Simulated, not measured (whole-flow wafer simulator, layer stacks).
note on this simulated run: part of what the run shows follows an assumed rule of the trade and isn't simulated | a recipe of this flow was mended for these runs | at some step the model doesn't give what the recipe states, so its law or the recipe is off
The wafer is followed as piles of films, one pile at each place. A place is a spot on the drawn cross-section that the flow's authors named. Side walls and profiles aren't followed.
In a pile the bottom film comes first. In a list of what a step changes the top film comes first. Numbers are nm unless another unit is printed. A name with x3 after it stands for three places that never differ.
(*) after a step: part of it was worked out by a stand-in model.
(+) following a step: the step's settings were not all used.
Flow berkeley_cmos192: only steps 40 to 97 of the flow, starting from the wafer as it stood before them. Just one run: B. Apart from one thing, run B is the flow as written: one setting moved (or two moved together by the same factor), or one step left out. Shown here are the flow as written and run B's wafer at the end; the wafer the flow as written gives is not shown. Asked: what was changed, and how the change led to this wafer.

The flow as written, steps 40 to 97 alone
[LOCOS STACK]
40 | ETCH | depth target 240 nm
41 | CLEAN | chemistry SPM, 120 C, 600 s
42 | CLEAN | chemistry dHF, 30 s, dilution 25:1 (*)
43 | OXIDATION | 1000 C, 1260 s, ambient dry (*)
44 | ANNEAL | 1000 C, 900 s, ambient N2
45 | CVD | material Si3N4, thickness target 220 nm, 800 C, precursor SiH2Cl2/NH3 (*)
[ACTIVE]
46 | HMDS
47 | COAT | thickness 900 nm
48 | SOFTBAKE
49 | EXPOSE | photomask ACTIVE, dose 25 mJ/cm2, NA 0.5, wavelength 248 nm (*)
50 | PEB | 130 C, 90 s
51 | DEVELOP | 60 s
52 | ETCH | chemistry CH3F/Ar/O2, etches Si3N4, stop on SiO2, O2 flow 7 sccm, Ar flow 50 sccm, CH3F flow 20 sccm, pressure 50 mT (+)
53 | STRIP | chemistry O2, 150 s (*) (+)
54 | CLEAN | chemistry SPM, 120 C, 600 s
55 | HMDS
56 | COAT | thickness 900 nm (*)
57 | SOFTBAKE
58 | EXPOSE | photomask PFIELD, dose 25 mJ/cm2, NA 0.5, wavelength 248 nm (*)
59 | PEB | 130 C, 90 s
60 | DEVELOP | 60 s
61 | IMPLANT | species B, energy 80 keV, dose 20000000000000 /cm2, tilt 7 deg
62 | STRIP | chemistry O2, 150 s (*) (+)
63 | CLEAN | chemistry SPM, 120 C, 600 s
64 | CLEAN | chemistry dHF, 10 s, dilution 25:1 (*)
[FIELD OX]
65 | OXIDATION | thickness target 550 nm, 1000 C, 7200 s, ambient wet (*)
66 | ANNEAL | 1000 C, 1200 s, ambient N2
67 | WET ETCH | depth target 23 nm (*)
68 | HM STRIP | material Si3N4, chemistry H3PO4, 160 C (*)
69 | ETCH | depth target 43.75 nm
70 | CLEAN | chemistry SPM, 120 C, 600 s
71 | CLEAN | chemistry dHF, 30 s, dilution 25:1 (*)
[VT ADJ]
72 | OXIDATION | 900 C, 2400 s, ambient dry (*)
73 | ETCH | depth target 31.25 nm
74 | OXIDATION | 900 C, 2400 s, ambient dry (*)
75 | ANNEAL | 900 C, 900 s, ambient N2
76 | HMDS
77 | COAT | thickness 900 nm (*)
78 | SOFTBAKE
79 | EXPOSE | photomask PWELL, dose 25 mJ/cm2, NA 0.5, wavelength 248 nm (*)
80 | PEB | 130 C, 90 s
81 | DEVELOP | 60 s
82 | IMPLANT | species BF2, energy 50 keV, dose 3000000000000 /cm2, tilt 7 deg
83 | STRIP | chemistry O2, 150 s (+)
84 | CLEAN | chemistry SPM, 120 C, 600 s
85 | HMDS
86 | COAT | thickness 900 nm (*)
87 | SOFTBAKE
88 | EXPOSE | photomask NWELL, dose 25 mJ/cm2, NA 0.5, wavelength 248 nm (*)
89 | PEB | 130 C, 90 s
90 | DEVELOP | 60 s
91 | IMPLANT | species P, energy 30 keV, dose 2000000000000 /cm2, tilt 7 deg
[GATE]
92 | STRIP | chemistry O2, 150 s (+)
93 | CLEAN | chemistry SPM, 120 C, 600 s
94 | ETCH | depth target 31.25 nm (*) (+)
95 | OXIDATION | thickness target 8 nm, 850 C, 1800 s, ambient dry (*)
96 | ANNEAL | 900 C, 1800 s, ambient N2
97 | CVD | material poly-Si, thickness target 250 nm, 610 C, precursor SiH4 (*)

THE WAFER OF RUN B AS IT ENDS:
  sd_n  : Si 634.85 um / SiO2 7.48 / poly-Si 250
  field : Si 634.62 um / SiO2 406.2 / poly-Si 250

What caused this: step 45, CVD: 840 C was run, whereas the flow has 800 C.

The path from the change to this, step by step:
  45 | CVD | material Si3N4, thickness target 220 nm, 800 C, precursor SiH2Cl2/NH3 (*)
      field, sd_n, spacer_n and 6 more: +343 Si3N4 (new film) (it would be, as written: +220 Si3N4 (new film))
  52 | ETCH | chemistry CH3F/Ar/O2, etches Si3N4, stop on SiO2, O2 flow 7 sccm, Ar flow 50 sccm, CH3F flow 20 sccm, pressure 50 mT (+)
      sd_n, spacer_n, gate, sd_p, spacer_p, gate_p, contact, m1: -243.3 KrF-resist (it would be, as written: -161.3 KrF-resist)
      field: -343 Si3N4 (all of it), -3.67 SiO2 (it would be, as written: -220 Si3N4 (all of it), -3.67 SiO2)
  53 | STRIP | chemistry O2, 150 s (*) (+)
      sd_n, spacer_n, gate, sd_p, spacer_p, gate_p, contact, m1: -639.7 KrF-resist (all of it) (it would be, as written: -721.7 KrF-resist (all of it))
  56 | COAT | thickness 900 nm (*)
      field: +996.2 KrF-resist (new film) (it would be, as written: +961.2 KrF-resist (new film))
      sd_n: +723.2 KrF-resist (new film) (it would be, as written: +785.2 KrF-resist (new film))
      (as well as at 7 more places)
  60 | DEVELOP | 60 s
      field: -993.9 KrF-resist (all of it) (it would be, as written: -959 KrF-resist (all of it))
  62 | STRIP | chemistry O2, 150 s (*) (+)
      sd_n: -706.7 KrF-resist (all of it) (it would be, as written: -768.5 KrF-resist (all of it))
      spacer_n: -759.3 KrF-resist (all of it) (it would be, as written: -801.2 KrF-resist (all of it))
      (as well as at 6 more places)
  65 | OXIDATION | thickness target 550 nm, 1000 C, 7200 s, ambient wet (*)
      sd_n, sd_p: +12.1 SiO2 (new film), -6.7 Si3N4 (it would be, as written: +12.1 SiO2 (new film), -6.7 Si3N4, +0.06 SiO2, -0.06 Si)
      gate: +12.1 SiO2 (new film), -6.7 Si3N4 (it would be, as written: +12.1 SiO2 (new film), -6.7 Si3N4, +0.05 SiO2, -0.05 Si)
  68 | HM STRIP | material Si3N4, chemistry H3PO4, 160 C (*)
      sd_n, spacer_n, gate, sd_p, spacer_p, gate_p, contact, m1: -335 Si3N4 (all of it), -15.6 SiO2 (it would be, as written: -212 Si3N4 (all of it), -9.87 SiO2)
      field: -26.1 SiO2 (it would be, as written: -16.5 SiO2)
  69 | ETCH | depth target 43.75 nm
      spacer_n, gate, spacer_p, gate_p, contact, m1: -11 SiO2 (all of it) (it would be, as written: -16.7 SiO2 (all of it))
      sd_n, sd_p: -11 SiO2 (all of it) (it would be, as written: -16.8 SiO2 (all of it))
